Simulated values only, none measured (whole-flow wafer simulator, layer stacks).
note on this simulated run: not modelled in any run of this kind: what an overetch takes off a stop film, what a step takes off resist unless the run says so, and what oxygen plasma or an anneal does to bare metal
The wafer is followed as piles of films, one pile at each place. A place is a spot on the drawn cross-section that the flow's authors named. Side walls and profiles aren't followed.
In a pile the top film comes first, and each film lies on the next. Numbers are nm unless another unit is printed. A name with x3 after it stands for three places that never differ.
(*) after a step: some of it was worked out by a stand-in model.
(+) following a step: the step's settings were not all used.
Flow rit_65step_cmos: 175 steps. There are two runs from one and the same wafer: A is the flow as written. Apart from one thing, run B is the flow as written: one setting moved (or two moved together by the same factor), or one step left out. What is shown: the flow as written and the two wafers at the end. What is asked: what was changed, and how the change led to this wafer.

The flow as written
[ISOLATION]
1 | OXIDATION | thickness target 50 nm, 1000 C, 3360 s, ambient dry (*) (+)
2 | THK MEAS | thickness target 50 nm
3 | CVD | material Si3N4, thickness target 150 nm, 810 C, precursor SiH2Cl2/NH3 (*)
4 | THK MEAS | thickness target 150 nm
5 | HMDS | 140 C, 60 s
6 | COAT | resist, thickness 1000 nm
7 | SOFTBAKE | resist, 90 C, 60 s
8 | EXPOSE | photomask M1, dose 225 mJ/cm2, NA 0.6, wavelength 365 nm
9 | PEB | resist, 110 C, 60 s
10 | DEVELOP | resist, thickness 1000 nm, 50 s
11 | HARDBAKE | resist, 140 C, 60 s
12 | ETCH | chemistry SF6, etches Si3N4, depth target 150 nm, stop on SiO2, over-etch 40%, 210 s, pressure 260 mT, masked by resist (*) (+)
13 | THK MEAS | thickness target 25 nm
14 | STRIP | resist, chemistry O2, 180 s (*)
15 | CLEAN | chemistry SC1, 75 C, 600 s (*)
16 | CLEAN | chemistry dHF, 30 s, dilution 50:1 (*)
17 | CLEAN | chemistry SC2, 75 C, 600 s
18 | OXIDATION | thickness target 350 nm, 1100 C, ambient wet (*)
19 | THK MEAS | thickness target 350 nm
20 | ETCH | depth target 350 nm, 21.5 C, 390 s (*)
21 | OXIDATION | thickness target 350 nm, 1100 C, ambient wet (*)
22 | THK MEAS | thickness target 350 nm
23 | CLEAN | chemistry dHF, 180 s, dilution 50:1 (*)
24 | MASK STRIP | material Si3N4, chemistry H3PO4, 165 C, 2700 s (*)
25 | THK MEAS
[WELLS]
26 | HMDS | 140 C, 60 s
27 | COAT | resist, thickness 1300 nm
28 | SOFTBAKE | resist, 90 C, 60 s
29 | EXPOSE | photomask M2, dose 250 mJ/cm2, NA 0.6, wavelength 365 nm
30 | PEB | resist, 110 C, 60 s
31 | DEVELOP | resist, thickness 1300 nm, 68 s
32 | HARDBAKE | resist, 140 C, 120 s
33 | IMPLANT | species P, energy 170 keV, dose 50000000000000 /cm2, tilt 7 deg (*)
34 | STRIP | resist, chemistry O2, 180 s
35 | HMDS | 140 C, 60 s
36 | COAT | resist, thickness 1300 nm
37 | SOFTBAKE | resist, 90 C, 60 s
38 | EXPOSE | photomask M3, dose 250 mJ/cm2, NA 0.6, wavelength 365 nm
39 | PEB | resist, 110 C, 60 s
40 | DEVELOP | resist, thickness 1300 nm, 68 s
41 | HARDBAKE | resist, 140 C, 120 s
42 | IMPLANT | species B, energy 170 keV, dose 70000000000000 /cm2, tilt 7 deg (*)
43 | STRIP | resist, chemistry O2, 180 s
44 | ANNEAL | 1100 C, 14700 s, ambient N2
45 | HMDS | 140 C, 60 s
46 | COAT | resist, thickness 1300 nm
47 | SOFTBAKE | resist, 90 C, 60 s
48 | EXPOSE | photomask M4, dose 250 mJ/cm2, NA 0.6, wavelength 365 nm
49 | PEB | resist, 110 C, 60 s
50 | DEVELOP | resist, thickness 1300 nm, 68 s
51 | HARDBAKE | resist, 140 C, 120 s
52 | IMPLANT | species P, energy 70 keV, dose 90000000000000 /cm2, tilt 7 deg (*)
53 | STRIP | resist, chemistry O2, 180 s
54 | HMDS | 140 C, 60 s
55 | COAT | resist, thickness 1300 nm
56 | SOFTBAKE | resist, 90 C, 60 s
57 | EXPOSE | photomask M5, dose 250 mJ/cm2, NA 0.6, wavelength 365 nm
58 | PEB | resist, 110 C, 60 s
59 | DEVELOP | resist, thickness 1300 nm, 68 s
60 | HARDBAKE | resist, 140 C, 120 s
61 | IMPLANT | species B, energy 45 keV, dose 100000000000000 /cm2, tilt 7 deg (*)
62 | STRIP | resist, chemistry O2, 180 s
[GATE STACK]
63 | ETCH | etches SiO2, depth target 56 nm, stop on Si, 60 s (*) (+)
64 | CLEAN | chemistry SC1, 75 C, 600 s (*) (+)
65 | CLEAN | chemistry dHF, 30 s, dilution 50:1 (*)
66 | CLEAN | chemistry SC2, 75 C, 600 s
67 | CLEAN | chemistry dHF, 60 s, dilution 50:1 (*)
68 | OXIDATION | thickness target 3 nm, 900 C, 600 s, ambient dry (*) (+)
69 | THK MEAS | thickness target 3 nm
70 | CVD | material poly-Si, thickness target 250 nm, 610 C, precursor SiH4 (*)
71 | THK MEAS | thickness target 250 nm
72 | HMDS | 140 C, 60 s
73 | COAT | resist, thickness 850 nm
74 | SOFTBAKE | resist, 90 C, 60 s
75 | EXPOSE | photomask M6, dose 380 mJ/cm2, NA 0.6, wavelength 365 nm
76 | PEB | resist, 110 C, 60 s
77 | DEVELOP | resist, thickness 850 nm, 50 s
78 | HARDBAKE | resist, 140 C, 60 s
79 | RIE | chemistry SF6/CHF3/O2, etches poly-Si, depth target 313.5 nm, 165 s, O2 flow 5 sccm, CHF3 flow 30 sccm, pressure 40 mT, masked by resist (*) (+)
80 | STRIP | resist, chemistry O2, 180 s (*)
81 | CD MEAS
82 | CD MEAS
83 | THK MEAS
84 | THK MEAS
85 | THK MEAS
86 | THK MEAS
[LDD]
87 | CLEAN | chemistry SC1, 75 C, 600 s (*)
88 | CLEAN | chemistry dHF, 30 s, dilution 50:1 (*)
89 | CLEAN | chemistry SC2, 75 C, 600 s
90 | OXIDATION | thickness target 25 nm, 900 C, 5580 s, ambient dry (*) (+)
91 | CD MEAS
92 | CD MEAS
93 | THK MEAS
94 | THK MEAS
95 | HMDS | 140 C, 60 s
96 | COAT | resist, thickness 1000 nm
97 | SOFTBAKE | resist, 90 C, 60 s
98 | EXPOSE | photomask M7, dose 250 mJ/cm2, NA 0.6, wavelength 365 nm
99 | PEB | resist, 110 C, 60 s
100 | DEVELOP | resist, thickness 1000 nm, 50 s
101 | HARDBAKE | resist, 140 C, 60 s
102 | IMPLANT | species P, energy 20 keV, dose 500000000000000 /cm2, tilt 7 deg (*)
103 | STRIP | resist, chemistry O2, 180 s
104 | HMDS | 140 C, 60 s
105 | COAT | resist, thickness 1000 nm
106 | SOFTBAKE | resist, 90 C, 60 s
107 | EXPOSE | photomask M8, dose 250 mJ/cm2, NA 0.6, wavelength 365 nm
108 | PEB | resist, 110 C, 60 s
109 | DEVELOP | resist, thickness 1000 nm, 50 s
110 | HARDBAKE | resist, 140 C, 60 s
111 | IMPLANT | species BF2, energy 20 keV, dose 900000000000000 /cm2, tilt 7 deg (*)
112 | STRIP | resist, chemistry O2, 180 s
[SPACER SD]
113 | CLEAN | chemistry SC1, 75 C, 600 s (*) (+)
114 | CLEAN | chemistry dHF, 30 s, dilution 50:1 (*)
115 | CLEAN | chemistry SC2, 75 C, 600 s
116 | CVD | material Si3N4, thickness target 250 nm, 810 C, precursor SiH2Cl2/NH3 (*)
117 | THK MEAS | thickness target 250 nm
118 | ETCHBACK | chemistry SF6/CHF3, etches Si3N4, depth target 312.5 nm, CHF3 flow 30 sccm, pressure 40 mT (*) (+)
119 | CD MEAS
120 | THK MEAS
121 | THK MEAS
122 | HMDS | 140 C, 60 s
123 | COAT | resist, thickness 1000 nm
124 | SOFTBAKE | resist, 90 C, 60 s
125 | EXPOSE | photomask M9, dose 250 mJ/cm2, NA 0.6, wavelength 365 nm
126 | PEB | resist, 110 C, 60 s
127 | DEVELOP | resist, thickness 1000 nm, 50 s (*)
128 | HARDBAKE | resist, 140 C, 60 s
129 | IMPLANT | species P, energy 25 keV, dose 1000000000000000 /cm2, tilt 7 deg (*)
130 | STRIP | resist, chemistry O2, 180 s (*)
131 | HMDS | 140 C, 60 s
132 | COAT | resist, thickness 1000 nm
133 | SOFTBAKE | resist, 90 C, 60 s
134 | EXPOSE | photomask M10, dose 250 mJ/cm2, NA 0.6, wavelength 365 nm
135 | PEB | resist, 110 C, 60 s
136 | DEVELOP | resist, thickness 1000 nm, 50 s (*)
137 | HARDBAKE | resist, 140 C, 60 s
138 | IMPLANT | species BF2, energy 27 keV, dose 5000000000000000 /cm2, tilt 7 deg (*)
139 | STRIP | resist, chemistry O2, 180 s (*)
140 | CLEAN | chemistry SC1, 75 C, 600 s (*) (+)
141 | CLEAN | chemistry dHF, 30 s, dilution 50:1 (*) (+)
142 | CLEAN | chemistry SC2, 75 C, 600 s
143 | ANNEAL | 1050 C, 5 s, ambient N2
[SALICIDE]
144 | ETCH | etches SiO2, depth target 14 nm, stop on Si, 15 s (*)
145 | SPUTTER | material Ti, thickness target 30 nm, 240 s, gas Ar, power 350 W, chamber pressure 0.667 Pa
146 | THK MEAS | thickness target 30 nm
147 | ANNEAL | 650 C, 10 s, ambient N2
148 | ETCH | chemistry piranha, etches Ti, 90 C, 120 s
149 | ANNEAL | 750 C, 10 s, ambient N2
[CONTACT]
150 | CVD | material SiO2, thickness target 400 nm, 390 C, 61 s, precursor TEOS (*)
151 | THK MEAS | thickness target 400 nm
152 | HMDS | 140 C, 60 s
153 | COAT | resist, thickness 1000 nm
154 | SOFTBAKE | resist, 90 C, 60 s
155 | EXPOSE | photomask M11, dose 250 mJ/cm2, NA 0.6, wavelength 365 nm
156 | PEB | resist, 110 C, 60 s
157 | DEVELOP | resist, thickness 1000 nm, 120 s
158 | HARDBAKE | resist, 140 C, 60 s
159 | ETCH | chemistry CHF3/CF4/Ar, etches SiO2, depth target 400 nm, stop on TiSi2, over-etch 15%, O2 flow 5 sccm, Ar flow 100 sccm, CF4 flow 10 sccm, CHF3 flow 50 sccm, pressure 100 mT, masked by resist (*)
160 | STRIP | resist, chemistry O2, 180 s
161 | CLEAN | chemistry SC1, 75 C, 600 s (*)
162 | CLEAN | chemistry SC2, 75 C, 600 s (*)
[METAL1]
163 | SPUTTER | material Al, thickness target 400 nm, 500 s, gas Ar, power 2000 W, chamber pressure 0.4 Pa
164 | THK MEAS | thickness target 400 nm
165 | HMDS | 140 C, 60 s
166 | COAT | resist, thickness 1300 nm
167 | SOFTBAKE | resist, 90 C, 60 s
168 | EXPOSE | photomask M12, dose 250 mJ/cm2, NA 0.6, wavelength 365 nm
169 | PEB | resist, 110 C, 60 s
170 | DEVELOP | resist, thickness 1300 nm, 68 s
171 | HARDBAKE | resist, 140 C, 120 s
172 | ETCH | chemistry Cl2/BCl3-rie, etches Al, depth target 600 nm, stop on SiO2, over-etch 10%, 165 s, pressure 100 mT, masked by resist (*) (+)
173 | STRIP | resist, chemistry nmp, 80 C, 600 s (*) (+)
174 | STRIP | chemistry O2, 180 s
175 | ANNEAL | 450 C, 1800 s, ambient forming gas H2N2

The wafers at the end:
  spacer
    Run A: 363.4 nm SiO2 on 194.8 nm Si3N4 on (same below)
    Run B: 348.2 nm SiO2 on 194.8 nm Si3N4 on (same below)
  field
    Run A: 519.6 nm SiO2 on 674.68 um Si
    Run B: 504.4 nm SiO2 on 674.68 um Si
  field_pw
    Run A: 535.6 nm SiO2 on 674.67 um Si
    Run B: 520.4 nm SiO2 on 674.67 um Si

Cause: step 163, SPUTTER: thickness target 278 nm was run, whereas the flow has thickness target 400 nm; step 163, SPUTTER: 348 s was run, where the flow has 500 s.

Step by step, how the change led to this:
  163 | SPUTTER | material Al, thickness target 400 nm, 500 s, gas Ar, power 2000 W, chamber pressure 0.4 Pa
      field, field_p, spacer, spacer_p: A +400 Al (new film) | B +278 Al (new film)
      gate_n, gate_p: A +396 Al (new film) | B +278 Al (new film)
      (and at 2 other places as well)
  172 | ETCH | chemistry Cl2/BCl3-rie, etches Al, depth target 600 nm, stop on SiO2, over-etch 10%, 165 s, pressure 100 mT, masked by resist (*) (+)
      field, field_p, spacer, spacer_p: A -400 Al (all of it), -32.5 SiO2 | B -278 Al (all of it), -47.8 SiO2
      gate_n, gate_p: A -396 Al (all of it), -33 SiO2 | B -278 Al (all of it), -47.8 SiO2
      (and at 2 other places as well)
